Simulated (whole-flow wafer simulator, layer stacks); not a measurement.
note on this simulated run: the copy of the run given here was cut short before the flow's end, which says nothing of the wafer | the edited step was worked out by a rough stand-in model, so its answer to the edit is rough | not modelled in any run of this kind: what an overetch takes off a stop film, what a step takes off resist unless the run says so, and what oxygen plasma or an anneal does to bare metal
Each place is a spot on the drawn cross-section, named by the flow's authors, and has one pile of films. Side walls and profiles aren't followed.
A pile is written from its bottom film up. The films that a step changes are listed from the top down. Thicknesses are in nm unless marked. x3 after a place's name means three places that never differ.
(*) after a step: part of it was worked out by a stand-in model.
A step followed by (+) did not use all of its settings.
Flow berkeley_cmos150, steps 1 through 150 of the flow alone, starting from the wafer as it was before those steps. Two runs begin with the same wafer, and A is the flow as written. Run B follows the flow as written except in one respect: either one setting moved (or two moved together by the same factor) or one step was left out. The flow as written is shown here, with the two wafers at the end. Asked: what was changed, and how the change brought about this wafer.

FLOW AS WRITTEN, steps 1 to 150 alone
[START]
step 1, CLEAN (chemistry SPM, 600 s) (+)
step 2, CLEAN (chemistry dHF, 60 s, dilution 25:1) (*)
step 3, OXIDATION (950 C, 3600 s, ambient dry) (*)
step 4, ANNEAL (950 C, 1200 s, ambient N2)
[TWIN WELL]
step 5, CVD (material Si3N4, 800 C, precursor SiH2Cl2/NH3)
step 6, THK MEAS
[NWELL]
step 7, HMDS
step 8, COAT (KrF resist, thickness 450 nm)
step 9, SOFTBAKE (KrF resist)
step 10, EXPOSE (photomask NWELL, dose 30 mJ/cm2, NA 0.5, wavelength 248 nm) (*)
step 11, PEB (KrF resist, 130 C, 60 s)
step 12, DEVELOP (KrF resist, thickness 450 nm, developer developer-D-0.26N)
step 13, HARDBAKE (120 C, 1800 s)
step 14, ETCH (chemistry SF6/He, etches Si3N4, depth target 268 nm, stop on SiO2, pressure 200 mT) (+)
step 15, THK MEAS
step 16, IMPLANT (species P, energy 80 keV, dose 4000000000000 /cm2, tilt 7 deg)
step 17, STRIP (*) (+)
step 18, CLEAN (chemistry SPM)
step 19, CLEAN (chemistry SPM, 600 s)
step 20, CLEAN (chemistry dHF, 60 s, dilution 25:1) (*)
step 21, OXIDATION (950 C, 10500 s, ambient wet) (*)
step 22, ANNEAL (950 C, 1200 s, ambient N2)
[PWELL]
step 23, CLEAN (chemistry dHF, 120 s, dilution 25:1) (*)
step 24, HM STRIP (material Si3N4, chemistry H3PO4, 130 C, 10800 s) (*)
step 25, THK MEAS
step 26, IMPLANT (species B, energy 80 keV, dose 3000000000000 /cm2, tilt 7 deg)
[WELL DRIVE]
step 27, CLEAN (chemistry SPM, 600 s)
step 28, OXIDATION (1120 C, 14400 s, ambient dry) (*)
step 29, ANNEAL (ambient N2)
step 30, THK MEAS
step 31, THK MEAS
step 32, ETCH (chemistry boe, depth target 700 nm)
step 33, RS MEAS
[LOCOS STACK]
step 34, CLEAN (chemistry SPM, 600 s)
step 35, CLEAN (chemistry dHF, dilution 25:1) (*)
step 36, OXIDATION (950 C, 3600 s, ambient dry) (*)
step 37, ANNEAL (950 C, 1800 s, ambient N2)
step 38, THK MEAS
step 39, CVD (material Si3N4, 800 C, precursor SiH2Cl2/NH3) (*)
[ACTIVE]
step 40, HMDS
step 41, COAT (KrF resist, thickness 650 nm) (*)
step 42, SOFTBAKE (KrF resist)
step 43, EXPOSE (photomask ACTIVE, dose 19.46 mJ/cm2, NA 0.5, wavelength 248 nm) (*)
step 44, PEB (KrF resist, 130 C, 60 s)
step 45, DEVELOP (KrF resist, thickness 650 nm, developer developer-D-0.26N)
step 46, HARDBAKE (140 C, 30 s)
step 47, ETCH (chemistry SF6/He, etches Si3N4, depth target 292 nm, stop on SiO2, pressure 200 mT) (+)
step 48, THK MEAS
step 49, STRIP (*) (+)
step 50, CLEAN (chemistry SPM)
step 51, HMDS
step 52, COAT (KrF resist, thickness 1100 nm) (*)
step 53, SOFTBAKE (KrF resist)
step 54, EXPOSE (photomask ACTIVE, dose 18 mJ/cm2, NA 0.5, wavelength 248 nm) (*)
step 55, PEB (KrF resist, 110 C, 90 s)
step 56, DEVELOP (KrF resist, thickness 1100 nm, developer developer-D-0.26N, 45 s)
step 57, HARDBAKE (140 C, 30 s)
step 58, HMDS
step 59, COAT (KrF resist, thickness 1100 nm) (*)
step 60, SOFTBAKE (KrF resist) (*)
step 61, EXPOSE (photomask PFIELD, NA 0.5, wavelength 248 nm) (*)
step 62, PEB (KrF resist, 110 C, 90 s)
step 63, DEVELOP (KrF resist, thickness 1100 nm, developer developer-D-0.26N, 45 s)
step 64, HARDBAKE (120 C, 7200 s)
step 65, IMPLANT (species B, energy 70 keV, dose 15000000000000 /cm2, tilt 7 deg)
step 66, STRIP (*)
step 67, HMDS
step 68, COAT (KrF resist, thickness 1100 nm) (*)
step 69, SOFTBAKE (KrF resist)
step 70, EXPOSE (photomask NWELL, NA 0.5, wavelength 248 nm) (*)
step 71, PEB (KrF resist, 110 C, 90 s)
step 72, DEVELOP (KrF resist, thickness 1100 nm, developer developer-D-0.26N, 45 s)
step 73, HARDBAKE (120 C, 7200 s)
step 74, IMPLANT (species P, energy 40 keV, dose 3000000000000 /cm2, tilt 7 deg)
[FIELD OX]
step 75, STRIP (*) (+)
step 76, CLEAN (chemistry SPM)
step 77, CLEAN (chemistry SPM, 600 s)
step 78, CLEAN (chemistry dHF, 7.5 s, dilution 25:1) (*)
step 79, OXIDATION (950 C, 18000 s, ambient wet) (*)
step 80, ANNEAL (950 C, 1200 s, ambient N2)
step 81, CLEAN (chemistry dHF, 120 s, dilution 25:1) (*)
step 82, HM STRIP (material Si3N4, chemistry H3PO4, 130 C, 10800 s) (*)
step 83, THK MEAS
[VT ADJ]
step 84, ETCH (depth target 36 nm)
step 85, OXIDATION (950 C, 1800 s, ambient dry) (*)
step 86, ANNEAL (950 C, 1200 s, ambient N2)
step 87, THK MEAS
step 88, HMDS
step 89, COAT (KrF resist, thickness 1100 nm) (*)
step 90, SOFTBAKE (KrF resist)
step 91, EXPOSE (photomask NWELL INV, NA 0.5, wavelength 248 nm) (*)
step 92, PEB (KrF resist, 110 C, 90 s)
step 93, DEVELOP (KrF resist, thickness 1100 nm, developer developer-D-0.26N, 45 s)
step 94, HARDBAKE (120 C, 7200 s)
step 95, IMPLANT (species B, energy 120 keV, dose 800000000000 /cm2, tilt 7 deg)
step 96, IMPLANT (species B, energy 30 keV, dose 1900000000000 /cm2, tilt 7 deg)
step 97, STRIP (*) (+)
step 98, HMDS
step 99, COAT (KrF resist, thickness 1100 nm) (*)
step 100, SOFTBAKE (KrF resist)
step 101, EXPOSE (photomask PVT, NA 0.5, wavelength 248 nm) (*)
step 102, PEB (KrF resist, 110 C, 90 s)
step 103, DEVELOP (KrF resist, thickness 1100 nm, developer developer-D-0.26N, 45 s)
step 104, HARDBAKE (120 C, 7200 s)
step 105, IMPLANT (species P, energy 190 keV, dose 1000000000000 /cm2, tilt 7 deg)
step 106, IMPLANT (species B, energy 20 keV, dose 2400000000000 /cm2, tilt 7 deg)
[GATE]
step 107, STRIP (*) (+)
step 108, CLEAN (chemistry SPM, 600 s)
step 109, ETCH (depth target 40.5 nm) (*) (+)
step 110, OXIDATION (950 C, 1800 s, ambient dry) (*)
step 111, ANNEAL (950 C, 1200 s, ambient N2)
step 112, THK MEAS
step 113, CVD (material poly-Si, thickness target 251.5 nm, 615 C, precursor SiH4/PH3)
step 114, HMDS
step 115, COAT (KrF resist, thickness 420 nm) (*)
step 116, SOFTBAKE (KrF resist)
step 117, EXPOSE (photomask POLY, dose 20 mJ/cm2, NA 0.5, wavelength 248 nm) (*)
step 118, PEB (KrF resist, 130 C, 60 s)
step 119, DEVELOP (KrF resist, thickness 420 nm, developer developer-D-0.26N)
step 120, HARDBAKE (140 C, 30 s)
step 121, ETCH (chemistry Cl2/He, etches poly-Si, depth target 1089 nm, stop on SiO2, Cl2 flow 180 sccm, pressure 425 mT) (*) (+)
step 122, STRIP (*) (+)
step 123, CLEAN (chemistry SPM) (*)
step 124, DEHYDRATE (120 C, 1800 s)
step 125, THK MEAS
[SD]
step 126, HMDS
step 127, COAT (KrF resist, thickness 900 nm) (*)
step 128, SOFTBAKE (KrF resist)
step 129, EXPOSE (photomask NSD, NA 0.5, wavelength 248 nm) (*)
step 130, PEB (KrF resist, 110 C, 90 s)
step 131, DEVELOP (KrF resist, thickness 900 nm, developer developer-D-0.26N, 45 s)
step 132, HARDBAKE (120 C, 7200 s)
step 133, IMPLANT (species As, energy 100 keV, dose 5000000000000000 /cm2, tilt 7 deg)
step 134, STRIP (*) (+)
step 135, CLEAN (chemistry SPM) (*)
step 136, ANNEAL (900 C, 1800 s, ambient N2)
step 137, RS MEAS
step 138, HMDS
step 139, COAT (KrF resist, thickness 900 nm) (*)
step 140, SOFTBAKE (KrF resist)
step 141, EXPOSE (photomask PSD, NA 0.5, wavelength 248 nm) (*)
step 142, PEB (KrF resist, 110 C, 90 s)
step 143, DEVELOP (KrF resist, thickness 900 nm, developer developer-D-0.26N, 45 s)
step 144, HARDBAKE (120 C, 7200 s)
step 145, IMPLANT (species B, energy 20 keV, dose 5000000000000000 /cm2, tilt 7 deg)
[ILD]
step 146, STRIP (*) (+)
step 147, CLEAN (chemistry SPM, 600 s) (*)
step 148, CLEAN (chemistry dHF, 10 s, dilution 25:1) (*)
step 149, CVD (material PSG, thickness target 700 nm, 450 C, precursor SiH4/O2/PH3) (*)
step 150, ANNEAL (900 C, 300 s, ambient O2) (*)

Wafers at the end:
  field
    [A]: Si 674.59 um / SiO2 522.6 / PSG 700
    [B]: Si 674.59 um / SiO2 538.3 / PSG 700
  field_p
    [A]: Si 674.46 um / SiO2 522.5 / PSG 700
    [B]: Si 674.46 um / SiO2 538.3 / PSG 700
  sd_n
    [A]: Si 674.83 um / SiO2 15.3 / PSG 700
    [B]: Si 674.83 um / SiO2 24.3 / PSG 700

The reason: step 109, ETCH: depth target 24.66 nm was run, though the flow has depth target 40.5 nm.

Step by step, how the change led to this:
  step 109, ETCH (depth target 40.5 nm) (*) (+)
      sd_n: A -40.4 SiO2 (all of it) | B -24.7 SiO2
      field, field_p: A -40.5 SiO2 | B -24.7 SiO2
  step 110, OXIDATION (950 C, 1800 s, ambient dry) (*)
      sd_n: A +20.4 SiO2 (new film), -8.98 Si | B +13.6 SiO2, -6 Si
  step 122, STRIP (*) (+)
      gate_n: A +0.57 chemical SiO2 (new film), -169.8 KrF resist (all of it), -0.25 poly-Si | B +0.57 chemical SiO2 (new film), -176 KrF resist (all of it), -0.25 poly-Si
